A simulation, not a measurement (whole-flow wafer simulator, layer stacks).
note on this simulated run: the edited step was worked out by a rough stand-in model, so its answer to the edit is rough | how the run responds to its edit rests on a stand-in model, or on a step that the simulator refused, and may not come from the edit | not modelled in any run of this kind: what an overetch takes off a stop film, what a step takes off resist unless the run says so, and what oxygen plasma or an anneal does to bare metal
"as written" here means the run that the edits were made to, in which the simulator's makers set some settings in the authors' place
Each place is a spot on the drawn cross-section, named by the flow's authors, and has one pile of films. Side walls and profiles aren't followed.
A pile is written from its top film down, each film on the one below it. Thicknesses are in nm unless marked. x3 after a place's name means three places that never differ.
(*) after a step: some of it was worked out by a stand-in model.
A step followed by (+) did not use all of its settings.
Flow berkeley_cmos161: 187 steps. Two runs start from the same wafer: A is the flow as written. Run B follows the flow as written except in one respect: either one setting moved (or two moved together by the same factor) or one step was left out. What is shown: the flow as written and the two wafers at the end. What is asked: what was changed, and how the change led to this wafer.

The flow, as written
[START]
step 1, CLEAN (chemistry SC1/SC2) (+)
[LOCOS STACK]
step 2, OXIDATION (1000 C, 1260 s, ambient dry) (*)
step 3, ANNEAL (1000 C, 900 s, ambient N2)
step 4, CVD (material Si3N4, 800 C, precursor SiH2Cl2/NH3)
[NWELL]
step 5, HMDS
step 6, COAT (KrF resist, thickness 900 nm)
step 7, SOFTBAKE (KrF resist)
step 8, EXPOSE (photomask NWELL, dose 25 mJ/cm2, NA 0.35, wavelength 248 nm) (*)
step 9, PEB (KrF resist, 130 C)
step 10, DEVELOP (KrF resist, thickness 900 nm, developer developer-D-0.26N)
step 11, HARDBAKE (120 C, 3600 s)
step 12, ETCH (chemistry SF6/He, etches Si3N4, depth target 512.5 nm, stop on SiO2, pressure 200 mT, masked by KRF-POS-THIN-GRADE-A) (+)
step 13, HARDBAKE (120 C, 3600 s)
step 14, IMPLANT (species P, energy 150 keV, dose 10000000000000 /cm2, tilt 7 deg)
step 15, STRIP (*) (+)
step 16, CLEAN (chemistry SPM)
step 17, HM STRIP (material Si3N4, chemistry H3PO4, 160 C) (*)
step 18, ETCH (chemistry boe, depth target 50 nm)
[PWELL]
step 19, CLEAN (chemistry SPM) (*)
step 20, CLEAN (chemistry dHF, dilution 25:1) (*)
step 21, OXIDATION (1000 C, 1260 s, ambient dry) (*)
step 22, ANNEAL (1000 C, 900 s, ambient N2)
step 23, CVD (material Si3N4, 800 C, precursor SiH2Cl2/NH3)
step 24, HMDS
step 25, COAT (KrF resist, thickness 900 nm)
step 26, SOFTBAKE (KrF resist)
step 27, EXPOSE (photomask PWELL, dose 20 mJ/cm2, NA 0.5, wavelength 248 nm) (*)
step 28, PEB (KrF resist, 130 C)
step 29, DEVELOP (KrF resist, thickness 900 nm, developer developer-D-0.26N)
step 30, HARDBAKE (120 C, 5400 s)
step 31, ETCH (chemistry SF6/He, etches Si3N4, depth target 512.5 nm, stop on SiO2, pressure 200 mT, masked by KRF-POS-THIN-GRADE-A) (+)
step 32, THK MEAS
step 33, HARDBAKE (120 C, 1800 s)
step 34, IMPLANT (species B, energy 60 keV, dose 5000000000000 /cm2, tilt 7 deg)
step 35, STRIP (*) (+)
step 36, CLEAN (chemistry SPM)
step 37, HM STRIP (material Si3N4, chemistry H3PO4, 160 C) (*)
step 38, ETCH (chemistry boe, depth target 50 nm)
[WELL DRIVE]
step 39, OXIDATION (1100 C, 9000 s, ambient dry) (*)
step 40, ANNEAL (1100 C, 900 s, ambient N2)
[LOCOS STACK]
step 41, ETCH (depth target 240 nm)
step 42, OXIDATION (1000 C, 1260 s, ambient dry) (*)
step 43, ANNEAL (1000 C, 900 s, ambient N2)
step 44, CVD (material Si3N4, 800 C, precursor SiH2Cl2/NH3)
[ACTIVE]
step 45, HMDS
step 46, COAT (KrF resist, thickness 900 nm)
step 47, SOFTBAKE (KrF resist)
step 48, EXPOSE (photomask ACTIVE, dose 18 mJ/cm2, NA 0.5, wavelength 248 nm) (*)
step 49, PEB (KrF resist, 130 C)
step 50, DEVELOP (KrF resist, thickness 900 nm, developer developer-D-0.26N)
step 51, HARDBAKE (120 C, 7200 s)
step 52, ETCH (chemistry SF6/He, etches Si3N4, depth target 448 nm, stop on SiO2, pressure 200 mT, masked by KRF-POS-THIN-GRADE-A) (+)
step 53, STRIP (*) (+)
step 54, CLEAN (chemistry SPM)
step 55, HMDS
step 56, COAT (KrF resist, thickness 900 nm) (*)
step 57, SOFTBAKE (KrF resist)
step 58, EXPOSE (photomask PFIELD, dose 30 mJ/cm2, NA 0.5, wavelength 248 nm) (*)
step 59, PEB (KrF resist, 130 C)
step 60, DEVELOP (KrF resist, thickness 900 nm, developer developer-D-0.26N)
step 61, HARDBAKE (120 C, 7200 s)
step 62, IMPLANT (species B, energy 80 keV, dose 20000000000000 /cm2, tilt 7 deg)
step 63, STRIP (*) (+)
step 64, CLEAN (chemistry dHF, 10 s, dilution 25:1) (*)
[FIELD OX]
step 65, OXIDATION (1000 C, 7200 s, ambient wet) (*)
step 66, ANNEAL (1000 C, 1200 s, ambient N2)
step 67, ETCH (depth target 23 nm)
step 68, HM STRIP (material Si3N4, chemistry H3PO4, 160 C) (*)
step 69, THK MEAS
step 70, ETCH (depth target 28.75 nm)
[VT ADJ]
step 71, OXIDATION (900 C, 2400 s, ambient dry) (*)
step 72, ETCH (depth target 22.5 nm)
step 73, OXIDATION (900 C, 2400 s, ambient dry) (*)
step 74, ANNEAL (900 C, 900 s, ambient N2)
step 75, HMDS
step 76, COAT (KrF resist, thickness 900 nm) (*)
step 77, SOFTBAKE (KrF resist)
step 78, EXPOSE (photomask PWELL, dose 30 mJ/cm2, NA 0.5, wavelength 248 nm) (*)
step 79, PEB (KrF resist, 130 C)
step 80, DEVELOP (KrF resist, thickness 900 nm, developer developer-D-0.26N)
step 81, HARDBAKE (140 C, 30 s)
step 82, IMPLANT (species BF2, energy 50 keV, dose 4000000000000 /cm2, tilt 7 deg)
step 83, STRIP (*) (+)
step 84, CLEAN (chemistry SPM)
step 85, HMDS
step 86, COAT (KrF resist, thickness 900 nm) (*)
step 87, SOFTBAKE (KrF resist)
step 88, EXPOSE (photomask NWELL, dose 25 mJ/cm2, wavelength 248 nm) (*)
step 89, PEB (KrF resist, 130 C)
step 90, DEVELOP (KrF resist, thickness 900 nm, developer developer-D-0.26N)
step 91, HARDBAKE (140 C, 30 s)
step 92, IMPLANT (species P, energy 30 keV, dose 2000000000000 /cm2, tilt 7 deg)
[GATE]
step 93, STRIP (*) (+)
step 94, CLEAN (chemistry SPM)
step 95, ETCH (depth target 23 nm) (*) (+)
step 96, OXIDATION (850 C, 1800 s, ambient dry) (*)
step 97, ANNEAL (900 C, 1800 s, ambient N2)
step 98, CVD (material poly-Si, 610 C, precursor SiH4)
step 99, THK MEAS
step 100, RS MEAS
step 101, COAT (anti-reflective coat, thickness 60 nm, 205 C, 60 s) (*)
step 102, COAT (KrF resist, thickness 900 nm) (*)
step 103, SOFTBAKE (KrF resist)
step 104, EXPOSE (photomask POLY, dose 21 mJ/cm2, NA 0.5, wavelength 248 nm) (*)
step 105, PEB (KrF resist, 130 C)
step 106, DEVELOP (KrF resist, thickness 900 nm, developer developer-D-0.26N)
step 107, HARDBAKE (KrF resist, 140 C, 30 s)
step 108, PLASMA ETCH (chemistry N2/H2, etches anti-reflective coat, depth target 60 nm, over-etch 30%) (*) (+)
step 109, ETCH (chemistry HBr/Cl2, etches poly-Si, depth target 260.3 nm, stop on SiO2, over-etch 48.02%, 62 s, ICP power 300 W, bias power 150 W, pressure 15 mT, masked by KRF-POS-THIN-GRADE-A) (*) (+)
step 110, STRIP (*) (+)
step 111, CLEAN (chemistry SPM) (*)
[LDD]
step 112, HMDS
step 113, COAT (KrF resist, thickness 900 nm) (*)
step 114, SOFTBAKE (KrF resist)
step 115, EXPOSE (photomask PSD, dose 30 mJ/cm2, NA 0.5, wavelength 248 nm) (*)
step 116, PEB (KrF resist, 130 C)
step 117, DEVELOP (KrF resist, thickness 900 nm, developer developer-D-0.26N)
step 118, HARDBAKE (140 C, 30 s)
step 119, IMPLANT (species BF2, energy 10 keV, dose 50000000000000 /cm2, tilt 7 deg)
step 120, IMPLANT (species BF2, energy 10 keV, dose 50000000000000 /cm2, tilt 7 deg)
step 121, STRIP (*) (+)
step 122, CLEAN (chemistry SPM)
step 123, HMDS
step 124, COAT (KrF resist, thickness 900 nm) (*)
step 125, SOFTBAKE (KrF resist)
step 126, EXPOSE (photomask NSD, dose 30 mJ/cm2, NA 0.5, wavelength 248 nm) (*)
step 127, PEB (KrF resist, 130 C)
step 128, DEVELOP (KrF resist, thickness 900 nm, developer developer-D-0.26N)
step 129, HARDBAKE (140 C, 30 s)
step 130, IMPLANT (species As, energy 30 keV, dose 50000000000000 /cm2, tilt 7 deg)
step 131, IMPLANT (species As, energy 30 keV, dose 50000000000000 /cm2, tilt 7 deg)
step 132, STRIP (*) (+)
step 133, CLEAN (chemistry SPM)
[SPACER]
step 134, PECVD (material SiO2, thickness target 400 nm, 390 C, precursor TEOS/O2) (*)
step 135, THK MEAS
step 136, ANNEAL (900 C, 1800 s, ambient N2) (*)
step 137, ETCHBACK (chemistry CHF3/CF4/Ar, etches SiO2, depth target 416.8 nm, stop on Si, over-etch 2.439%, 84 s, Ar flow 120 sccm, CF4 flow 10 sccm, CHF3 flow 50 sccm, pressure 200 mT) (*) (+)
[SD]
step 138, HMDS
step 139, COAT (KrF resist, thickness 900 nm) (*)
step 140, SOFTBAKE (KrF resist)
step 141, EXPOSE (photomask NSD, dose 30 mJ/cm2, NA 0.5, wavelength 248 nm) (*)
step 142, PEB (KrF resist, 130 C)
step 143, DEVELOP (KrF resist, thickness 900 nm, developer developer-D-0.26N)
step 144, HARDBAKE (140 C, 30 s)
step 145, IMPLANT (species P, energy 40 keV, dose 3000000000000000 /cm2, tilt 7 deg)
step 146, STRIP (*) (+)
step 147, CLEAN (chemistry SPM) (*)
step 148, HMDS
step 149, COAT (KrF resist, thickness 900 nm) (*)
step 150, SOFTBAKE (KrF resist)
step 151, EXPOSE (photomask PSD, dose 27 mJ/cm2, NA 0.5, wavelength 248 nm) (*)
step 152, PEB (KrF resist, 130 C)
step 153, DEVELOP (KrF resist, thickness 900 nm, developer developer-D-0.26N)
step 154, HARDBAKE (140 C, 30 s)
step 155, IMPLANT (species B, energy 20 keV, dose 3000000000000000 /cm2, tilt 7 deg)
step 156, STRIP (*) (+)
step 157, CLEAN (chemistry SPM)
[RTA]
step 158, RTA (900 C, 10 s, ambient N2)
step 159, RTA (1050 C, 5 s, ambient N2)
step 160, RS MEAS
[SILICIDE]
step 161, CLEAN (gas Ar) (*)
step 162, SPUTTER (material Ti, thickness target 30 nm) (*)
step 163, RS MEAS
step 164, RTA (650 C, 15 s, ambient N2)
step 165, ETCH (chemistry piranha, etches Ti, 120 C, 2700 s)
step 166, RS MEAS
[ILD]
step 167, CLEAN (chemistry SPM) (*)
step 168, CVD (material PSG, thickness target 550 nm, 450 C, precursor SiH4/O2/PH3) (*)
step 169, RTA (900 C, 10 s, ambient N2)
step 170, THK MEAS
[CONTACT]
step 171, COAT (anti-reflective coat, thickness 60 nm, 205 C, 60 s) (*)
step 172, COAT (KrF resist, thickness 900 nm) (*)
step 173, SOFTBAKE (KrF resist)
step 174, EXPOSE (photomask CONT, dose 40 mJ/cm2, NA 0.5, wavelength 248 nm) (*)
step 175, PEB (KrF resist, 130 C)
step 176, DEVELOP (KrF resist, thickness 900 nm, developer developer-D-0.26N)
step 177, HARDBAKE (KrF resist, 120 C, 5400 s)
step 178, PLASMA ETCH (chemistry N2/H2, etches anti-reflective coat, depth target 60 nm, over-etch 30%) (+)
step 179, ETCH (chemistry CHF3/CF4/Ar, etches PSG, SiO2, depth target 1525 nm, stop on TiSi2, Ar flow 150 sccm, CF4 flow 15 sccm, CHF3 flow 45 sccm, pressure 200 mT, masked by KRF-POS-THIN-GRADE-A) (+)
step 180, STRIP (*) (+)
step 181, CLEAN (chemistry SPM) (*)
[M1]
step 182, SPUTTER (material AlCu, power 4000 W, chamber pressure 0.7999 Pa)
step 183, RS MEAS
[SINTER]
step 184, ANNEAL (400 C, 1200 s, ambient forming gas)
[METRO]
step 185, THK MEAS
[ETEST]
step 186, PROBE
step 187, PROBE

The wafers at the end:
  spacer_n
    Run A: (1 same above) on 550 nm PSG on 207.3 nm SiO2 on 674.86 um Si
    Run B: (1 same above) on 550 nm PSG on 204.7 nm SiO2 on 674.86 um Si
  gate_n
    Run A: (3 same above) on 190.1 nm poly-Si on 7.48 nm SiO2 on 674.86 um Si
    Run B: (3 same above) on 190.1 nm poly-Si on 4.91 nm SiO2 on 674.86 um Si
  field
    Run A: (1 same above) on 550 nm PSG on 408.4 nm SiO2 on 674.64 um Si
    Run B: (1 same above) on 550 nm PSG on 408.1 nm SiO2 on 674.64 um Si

The reason: step 96, OXIDATION: 808 C was run, whereas the flow has 850 C.

How this came from the change, step by step:
  step 96, OXIDATION (850 C, 1800 s, ambient dry) (*)
      sd_n, spacer_n, gate_n, sd_p, spacer_p, gate_p, contact, m1: A +7.48 SiO2 (new film), -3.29 Si | B +4.91 SiO2 (new film), -2.16 Si
